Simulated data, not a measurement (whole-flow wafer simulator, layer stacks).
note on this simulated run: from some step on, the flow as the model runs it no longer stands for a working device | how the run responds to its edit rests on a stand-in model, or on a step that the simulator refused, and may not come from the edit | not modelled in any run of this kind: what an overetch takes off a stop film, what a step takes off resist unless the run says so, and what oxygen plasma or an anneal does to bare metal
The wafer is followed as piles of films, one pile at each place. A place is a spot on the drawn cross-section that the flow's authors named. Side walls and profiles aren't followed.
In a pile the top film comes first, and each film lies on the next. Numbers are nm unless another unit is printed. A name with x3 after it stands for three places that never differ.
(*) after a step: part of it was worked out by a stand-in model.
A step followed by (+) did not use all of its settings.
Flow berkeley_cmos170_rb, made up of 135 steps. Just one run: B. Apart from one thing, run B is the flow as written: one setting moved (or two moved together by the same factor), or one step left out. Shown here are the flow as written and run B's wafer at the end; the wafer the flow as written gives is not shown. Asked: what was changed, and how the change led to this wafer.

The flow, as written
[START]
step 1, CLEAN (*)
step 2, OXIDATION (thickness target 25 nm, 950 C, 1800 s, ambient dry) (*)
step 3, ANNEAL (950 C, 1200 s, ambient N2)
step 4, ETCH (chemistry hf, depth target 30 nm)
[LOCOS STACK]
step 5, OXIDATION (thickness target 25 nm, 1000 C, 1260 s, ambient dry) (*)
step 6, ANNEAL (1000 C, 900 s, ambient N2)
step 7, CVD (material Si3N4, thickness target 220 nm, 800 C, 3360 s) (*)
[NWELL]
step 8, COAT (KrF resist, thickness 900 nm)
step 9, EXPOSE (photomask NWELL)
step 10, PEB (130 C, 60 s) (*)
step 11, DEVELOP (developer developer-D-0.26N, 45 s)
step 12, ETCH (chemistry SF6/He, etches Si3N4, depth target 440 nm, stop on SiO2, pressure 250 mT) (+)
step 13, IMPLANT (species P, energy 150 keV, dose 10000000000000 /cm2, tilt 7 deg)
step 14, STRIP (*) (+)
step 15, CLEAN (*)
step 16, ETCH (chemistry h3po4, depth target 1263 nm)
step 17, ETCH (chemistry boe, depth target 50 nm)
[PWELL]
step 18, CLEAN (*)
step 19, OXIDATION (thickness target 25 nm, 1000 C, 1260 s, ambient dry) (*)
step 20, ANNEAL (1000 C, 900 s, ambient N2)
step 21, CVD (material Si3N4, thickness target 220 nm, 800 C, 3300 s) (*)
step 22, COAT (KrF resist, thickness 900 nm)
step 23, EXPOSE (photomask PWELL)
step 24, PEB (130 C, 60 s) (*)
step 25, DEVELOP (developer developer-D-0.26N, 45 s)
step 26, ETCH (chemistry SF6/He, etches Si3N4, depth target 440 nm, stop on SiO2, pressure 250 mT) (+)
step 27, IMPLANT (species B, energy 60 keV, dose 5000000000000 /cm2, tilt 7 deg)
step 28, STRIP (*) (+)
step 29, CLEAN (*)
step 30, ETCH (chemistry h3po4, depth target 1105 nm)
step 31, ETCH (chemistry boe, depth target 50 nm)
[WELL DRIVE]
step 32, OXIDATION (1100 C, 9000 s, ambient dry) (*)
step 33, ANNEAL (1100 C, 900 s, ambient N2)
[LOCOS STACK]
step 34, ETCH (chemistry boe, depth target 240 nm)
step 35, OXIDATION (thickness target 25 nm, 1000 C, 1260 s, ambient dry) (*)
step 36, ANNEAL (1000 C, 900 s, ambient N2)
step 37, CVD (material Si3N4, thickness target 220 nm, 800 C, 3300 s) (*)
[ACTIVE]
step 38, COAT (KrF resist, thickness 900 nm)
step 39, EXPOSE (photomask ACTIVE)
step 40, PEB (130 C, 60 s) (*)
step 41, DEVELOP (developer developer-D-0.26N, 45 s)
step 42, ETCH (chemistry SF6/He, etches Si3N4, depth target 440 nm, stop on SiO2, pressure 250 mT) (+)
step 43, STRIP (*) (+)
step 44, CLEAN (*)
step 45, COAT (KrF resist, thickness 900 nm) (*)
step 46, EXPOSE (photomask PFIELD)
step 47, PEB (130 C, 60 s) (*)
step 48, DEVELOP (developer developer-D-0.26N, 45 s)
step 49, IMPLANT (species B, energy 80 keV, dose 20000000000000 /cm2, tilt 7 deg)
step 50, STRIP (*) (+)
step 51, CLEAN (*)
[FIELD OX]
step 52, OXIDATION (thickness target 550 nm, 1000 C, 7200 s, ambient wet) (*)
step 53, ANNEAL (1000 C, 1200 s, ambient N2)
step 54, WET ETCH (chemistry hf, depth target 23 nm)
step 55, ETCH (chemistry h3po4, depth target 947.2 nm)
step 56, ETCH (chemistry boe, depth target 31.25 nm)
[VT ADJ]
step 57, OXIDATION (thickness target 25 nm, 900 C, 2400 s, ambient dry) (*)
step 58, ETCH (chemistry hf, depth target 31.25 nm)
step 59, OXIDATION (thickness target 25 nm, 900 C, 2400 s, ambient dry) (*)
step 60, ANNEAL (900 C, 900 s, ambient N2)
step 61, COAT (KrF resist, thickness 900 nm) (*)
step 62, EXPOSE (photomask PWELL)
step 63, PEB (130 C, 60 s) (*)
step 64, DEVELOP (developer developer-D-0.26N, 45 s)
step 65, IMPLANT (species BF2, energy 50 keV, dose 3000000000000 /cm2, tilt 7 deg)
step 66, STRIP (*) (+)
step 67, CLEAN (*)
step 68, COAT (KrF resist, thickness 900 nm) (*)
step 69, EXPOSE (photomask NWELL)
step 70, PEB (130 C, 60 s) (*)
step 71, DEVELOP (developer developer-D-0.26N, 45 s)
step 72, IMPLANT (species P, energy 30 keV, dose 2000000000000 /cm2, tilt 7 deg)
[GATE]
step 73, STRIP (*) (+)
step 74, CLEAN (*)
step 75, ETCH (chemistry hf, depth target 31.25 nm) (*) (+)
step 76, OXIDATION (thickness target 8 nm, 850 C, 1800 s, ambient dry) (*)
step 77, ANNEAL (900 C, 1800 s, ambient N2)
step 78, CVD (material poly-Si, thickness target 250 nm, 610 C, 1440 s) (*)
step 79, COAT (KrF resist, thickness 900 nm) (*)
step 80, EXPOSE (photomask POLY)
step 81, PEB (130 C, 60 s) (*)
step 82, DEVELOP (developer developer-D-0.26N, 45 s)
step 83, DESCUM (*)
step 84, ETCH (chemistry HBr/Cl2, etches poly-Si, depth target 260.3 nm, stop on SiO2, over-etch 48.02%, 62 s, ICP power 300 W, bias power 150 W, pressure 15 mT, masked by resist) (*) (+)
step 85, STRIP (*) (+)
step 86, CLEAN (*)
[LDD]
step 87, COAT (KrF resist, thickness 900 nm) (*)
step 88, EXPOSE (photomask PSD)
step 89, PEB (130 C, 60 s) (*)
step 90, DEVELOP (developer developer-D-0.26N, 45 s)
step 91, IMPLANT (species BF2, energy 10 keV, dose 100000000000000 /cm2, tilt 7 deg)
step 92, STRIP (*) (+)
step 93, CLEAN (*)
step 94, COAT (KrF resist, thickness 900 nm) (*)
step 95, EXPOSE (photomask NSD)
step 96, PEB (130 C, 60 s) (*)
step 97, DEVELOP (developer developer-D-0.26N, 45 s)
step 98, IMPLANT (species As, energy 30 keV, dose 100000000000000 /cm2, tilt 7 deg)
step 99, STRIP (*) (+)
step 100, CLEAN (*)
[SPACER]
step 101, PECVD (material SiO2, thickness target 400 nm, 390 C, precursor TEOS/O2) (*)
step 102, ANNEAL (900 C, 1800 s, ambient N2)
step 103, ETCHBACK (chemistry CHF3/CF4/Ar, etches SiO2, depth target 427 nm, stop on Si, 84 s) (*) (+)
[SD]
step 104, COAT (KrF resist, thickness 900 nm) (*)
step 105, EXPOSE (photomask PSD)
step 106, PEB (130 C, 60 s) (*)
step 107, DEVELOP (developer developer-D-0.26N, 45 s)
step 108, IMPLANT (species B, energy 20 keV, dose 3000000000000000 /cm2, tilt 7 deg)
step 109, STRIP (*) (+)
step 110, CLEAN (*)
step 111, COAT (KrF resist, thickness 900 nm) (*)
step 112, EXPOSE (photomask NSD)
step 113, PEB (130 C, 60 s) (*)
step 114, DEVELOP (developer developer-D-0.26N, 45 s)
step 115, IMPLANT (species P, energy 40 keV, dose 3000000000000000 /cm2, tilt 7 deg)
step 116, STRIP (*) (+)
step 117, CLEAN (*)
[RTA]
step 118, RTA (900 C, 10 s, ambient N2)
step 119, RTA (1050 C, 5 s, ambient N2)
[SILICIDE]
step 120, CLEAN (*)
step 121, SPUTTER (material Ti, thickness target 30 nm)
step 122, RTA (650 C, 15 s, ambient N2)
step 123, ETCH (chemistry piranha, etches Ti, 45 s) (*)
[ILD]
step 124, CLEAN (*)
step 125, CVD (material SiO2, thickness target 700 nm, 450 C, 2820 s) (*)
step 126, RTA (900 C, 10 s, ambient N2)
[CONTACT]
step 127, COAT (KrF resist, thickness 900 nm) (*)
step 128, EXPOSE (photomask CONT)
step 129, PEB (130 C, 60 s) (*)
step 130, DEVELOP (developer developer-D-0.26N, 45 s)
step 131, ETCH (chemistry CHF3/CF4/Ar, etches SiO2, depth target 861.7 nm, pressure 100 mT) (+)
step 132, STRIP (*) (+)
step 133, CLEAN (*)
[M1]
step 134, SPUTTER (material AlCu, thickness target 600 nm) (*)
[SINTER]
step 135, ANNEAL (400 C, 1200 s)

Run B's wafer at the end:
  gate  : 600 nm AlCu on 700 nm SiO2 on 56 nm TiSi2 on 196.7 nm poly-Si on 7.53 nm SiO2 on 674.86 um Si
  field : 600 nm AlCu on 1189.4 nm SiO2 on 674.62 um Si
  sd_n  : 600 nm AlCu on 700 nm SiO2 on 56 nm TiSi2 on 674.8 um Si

Cause: step 56, ETCH: chemistry boe, depth target 31.25 nm, was skipped.

How this came from the change, step by step:
  step 57, OXIDATION (thickness target 25 nm, 900 C, 2400 s, ambient dry) (*)
      spacer_n, spacer_p, gate_p, contact: +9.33 SiO2, -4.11 Si (as written it would have been: +15 SiO2 (new film), -6.62 Si)
      sd_n: +6.53 SiO2, -2.88 Si (as written it would have been: +15 SiO2 (new film), -6.62 Si)
      (also at 3 further places)
  step 58, ETCH (chemistry hf, depth target 31.25 nm)
      sd_n, spacer_n, spacer_p, gate_p, contact, m1: -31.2 SiO2 (as written it would have been: -15 SiO2 (all of it))
      gate, sd_p: -31.3 SiO2 (as written it would have been: -15 SiO2 (all of it))
  step 59, OXIDATION (thickness target 25 nm, 900 C, 2400 s, ambient dry) (*)
      spacer_n, spacer_p, gate_p, contact: +11.6 SiO2, -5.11 Si (as written it would have been: +15 SiO2 (new film), -6.62 Si)
      gate, sd_p: +11.6 SiO2, -5.1 Si (as written it would have been: +15 SiO2 (new film), -6.62 Si)
      (also at 2 further places)
  step 61, COAT (KrF resist, thickness 900 nm) (*)
      field: +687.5 KrF resist (new film) (as written it would have been: +705.7 KrF resist (new film))
  step 64, DEVELOP (developer developer-D-0.26N, 45 s)
      field: -687.5 KrF resist (all of it) (as written it would have been: -705.7 KrF resist (all of it))
  step 68, COAT (KrF resist, thickness 900 nm) (*)
      field: +687.5 KrF resist (new film) (as written it would have been: +705.7 KrF resist (new film))
  step 73, STRIP (*) (+)
      field: -673.3 KrF resist (all of it) (as written it would have been: -691.4 KrF resist (all of it))
  step 75, ETCH (chemistry hf, depth target 31.25 nm) (*) (+)
      spacer_n, gate, sd_p, spacer_p, gate_p, contact: -16.3 SiO2 (all of it) (as written it would have been: -15 SiO2 (all of it))
      sd_n: -16 SiO2 (all of it) (as written it would have been: -15 SiO2 (all of it))
      (also at 1 further place)
  step 79, COAT (KrF resist, thickness 900 nm) (*)
      spacer_n, spacer_p, gate_p: +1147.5 KrF resist (new film) (as written it would have been: +1122.5 KrF resist (new film))
      gate: +1147.6 KrF resist (new film) (as written it would have been: +1122.6 KrF resist (new film))
  step 82, DEVELOP (developer developer-D-0.26N, 45 s)
      spacer_n, spacer_p: -1147.5 KrF resist (all of it) (as written it would have been: -1122.5 KrF resist (all of it))
  step 85, STRIP (*) (+)
      gate: -1004.9 KrF resist (all of it) (as written it would have been: -980 KrF resist (all of it))
      gate_p: -1004.9 KrF resist (all of it) (as written it would have been: -979.9 KrF resist (all of it))
  step 87, COAT (KrF resist, thickness 900 nm) (*)
      sd_n: +982.1 KrF resist (new film) (as written it would have been: +962.1 KrF resist (new film))
  step 92, STRIP (*) (+)
      sd_n: -967.9 KrF resist (all of it) (as written it would have been: -947.9 KrF resist (all of it))
  step 94, COAT (KrF resist, thickness 900 nm) (*)
      sd_n: +982.1 KrF resist (new film) (as written it would have been: +962.1 KrF resist (new film))
  step 97, DEVELOP (developer developer-D-0.26N, 45 s)
      sd_n: -982.1 KrF resist (all of it) (as written it would have been: -962.1 KrF resist (all of it))
  step 121, SPUTTER (material Ti, thickness target 30 nm)
      spacer_n, spacer_p: +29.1 Ti (new film) (as written it would have been: +30 Ti (new film))
      sd_p: +25.8 Ti (new film) (as written it would have been: +27.1 Ti (new film))
  ... 3 further steps ...
  step 132, STRIP (*) (+)
      field: -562 KrF resist (all of it) (as written it would have been: -575.3 KrF resist (all of it))
